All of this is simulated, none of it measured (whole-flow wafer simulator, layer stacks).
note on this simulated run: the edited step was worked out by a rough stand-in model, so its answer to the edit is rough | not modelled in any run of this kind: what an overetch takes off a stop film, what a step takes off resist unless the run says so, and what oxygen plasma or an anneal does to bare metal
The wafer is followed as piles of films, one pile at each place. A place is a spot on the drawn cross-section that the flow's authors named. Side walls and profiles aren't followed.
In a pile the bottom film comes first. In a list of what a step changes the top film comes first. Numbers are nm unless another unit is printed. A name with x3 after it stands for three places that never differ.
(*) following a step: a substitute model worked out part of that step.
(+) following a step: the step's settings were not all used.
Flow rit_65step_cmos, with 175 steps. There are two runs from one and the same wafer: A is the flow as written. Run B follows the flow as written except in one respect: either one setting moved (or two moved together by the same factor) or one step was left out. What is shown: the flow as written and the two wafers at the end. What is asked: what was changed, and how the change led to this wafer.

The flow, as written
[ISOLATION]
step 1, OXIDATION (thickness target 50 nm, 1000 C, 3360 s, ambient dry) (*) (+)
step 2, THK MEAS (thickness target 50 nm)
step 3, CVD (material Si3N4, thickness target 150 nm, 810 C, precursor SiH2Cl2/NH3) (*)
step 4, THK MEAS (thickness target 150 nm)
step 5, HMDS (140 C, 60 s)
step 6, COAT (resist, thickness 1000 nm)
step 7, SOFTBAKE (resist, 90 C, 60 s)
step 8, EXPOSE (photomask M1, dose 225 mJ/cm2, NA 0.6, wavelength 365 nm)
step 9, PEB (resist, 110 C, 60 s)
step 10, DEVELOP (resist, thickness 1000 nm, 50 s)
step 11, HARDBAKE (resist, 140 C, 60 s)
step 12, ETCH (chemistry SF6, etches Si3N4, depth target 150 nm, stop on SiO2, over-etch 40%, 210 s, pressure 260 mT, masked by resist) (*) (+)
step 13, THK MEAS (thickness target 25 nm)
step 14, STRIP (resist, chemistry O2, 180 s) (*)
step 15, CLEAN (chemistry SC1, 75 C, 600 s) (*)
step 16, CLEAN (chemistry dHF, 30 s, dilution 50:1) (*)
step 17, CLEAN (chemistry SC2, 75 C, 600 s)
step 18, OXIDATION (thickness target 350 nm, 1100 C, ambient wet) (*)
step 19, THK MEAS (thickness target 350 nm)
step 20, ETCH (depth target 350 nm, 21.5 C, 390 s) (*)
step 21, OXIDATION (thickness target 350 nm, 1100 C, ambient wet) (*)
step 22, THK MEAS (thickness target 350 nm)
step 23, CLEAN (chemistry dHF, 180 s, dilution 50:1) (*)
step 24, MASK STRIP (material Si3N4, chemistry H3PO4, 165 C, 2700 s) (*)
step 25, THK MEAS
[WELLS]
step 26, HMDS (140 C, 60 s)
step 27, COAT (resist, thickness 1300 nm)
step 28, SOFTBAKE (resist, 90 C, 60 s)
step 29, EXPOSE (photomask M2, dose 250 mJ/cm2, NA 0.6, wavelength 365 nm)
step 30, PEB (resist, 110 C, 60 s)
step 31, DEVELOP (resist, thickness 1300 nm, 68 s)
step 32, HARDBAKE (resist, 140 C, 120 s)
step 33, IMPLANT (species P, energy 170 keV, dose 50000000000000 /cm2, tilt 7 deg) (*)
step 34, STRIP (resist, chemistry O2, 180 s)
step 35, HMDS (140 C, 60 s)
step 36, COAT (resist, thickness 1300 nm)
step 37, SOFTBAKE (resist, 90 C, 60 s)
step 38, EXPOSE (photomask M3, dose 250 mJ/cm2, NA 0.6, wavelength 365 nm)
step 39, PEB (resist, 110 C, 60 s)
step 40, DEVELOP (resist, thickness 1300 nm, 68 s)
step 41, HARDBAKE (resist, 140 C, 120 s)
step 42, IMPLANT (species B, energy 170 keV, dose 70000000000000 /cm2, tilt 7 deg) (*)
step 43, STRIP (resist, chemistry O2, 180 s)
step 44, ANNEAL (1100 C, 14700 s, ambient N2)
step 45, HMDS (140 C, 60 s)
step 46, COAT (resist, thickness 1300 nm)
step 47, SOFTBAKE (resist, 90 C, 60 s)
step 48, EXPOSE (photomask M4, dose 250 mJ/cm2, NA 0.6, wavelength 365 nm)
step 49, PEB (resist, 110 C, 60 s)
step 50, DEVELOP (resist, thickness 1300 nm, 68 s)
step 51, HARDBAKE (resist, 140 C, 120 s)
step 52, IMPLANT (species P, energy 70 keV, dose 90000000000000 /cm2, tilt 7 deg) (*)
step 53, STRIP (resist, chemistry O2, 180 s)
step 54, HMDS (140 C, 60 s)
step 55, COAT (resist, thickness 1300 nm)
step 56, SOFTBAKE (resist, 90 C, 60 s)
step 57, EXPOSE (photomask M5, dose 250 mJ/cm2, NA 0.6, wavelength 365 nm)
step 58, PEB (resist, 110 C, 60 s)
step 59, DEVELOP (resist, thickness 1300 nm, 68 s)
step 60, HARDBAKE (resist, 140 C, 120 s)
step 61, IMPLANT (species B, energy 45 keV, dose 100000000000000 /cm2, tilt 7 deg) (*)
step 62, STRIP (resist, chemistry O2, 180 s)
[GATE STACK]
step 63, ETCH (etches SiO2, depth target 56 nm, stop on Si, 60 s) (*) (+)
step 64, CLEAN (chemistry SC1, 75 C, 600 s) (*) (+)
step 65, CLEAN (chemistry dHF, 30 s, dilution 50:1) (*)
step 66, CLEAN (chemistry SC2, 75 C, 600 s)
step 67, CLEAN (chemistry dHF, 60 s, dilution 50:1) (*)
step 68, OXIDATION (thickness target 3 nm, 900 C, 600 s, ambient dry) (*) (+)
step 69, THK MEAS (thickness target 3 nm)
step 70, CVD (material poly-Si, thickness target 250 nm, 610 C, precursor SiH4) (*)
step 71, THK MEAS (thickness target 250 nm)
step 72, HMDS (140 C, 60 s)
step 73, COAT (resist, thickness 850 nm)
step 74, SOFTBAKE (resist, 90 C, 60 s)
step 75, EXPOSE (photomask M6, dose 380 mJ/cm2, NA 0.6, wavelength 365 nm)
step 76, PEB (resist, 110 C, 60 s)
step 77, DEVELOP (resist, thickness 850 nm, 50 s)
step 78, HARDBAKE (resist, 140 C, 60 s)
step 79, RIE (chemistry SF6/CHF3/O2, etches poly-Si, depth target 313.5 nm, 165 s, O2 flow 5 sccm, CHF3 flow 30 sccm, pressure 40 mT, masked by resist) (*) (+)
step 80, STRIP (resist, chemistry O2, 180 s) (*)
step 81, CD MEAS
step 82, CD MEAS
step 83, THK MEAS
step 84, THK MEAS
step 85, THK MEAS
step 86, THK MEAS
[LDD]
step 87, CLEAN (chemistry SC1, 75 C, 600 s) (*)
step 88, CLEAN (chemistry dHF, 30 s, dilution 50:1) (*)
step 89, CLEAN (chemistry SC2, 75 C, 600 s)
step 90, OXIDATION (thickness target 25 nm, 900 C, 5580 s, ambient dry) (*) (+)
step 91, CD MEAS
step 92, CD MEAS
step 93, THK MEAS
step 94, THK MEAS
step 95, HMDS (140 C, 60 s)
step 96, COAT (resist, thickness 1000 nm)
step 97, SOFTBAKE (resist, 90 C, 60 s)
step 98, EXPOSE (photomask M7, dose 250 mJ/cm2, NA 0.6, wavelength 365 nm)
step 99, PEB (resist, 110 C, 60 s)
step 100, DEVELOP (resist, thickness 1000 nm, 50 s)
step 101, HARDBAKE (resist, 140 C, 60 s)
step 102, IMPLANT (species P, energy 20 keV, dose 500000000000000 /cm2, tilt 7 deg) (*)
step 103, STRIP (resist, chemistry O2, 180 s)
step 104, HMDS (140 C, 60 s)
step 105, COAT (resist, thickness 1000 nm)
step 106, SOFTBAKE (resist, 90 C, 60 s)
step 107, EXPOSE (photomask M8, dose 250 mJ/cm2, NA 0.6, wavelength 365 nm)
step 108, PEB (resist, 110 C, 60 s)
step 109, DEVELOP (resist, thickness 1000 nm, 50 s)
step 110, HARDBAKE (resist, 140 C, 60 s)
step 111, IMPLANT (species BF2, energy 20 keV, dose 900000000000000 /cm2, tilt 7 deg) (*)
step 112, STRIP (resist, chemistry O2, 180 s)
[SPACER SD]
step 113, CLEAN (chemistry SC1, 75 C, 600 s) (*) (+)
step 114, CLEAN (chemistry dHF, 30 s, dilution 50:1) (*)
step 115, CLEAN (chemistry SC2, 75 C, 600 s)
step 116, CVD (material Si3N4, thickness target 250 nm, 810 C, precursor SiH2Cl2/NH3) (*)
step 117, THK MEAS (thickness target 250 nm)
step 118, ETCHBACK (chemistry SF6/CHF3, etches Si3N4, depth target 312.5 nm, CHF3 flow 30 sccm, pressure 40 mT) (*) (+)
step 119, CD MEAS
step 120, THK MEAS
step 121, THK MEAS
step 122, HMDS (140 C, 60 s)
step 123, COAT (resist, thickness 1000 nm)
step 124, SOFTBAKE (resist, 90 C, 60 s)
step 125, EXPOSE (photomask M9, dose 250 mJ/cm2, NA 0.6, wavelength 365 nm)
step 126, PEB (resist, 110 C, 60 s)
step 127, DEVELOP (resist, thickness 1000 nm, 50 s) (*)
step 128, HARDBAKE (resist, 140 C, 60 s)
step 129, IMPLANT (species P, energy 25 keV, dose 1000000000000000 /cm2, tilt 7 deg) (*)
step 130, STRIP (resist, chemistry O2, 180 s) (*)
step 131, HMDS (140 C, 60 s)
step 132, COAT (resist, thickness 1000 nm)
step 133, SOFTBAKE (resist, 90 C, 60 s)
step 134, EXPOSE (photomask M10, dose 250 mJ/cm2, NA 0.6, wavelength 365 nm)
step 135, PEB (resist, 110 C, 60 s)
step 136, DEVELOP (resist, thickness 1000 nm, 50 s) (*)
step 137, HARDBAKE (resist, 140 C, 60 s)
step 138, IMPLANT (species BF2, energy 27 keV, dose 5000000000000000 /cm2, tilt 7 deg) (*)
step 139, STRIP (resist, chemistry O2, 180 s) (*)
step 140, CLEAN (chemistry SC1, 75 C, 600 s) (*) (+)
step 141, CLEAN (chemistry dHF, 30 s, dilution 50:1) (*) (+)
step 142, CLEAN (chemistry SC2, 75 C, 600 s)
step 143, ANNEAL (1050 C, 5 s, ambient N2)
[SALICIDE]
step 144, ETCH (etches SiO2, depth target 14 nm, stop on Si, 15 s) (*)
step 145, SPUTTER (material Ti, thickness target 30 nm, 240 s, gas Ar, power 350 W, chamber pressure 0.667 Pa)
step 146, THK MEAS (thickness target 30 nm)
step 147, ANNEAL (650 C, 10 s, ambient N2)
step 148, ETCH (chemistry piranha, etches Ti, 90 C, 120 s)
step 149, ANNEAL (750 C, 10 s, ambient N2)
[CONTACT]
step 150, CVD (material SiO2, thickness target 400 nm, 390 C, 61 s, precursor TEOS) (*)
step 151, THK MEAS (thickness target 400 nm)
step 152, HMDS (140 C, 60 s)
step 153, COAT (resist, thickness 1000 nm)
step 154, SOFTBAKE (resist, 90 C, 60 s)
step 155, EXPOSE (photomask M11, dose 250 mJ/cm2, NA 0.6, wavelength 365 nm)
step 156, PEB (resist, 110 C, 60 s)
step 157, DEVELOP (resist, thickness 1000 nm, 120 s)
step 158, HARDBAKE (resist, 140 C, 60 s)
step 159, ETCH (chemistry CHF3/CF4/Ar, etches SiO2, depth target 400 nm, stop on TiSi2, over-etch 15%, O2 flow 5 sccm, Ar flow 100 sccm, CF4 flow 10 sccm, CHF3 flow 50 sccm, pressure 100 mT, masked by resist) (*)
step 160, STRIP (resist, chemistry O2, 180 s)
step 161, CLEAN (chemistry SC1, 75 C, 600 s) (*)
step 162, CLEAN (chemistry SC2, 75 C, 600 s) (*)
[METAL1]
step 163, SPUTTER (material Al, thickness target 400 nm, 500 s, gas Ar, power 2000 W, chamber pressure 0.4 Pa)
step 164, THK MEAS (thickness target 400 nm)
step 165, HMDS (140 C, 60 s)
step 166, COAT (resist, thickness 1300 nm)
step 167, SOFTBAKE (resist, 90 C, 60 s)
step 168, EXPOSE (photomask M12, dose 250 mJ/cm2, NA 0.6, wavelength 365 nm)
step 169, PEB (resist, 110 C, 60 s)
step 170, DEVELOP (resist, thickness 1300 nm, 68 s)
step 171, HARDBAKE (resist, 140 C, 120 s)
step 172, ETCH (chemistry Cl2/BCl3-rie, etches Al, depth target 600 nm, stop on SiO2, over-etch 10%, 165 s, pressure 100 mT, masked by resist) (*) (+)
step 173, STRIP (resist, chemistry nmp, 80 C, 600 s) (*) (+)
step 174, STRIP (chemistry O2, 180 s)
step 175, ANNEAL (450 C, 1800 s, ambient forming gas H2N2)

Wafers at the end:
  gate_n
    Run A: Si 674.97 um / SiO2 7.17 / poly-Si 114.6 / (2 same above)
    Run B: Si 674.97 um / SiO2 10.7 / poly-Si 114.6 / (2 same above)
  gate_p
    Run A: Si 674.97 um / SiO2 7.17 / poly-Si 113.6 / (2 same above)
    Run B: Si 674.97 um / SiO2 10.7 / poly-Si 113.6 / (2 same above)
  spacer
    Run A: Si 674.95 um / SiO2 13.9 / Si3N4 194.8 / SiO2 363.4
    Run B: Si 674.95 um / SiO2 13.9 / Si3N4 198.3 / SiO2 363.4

What caused this: step 68, OXIDATION: 945 C was run, though the flow has 900 C.

How this came from the change, step by step:
  step 68, OXIDATION (thickness target 3 nm, 900 C, 600 s, ambient dry) (*) (+)
      active_n, active_p, gate_n and 7 more: A +7.17 SiO2 (new film), -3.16 Si | B +10.7 SiO2 (new film), -4.71 Si
  step 79, RIE (chemistry SF6/CHF3/O2, etches poly-Si, depth target 313.5 nm, 165 s, O2 flow 5 sccm, CHF3 flow 30 sccm, pressure 40 mT, masked by resist) (*) (+)
      active_n, active_p, spacer, spacer_p, sd_n, sd_p, contact, m1: A -250 poly-Si (all of it), -7.17 SiO2 (all of it) | B -250 poly-Si (all of it), -10.7 SiO2 (all of it)
  step 118, ETCHBACK (chemistry SF6/CHF3, etches Si3N4, depth target 312.5 nm, CHF3 flow 30 sccm, pressure 40 mT) (*) (+)
      spacer, spacer_p: A -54 Si3N4 | B -50.5 Si3N4
